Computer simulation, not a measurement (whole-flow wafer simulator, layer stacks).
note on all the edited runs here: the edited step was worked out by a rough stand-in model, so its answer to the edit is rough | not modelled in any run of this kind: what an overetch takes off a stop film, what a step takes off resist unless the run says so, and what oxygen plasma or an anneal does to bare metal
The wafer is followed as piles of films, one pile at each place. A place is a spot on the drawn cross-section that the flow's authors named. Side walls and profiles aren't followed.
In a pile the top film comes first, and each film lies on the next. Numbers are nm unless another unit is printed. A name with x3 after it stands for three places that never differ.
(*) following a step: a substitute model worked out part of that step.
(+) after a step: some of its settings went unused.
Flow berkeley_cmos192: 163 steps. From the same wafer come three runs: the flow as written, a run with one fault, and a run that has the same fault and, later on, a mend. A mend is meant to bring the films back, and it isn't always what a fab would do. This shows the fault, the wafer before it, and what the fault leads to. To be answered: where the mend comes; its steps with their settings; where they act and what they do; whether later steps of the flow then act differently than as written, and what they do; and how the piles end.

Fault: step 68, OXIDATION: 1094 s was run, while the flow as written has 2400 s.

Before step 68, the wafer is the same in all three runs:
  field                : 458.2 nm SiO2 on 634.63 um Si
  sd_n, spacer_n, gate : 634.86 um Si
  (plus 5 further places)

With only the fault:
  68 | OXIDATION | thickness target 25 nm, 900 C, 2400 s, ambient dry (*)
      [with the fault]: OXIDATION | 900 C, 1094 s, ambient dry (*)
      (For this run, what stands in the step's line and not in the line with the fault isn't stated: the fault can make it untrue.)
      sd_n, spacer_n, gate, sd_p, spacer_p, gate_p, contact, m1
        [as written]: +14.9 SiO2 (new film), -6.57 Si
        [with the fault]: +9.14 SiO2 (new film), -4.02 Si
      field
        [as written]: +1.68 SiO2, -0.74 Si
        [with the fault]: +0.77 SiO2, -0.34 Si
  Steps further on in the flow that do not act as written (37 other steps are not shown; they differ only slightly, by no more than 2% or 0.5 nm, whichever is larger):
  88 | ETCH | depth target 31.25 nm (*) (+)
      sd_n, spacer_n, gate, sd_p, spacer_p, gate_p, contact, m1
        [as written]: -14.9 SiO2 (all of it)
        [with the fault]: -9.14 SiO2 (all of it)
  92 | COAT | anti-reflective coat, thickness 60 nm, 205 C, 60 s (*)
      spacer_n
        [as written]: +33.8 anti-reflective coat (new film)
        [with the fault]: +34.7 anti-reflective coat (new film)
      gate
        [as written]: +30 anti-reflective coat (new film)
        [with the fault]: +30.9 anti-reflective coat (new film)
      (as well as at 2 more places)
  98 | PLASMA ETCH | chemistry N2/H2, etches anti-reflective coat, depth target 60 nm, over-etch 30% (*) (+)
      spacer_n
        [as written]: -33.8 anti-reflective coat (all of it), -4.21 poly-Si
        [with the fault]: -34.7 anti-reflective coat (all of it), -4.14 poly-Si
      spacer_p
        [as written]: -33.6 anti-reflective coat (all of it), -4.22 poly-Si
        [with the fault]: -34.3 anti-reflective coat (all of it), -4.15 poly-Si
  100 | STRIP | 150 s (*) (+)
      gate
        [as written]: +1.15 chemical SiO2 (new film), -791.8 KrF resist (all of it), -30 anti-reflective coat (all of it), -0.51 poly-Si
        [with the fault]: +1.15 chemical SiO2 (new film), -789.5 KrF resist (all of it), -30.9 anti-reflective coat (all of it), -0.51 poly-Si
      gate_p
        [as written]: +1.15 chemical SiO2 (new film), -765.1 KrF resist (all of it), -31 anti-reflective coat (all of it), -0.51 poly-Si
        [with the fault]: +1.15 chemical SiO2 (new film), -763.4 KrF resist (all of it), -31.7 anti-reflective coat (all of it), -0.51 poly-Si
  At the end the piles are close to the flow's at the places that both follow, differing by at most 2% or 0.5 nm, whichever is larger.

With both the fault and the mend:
  After step 75 comes the mend.
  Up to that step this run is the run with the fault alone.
  75a | STRIP | 150 s (*) (+)
      sd_p
        -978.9 KrF resist (all of it)
      spacer_p
        -960.2 KrF resist (all of it)
      gate_p
        -959.3 KrF resist (all of it)
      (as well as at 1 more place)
  75b | CLEAN | chemistry SPM
      alters no film at any place that is followed
  75c | OXIDATION | 900 C, 1248 s, ambient dry (*) (the flow's step 68, run once more with other settings)
      sd_n, spacer_n, gate, sd_p, spacer_p, gate_p, contact, m1
        +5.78 SiO2, -2.54 Si
      field
        +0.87 SiO2, -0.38 Si
  75d | HMDS (the flow's step 70, run once more)
      alters no film at any place that is followed
  75e | COAT | KrF resist, thickness 900 nm (*) (the flow's step 71, run once more)
      spacer_n, gate
        +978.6 KrF resist (new film)
      field
        +842.4 KrF resist (new film)
      sd_n
        +1013.2 KrF resist (new film)
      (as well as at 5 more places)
  75f | SOFTBAKE | KrF resist (the flow's step 72, run once more)
      alters no film at any place that is followed
  75g | EXPOSE | photomask PWELL, dose 30 mJ/cm2, NA 0.5, wavelength 248 nm (*) (the flow's step 73, run once more)
      alters no film at any place that is followed
  75h | PEB | KrF resist, 130 C, 60 s (the flow's step 74, run once more)
      sd_n, m1
        -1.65 KrF resist
      spacer_n, gate
        -1.58 KrF resist
      spacer_p, gate_p
        -1.57 KrF resist
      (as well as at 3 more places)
  75i | DEVELOP | KrF resist, thickness 900 nm, developer developer-D-0.26N, 45 s (the flow's step 75, run once more)
      sd_p, spacer_p, gate_p, m1
        -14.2 KrF resist
      spacer_n, gate
        -977 KrF resist (all of it)
      field
        -841.1 KrF resist (all of it)
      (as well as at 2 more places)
  None of the later steps of the flow differs from how it acts as written, at any place that is followed, by more than 2% or 0.5 nm, whichever is larger.
  At the end the piles are close to the flow's at the places that both follow, differing by at most 2% or 0.5 nm, whichever is larger.
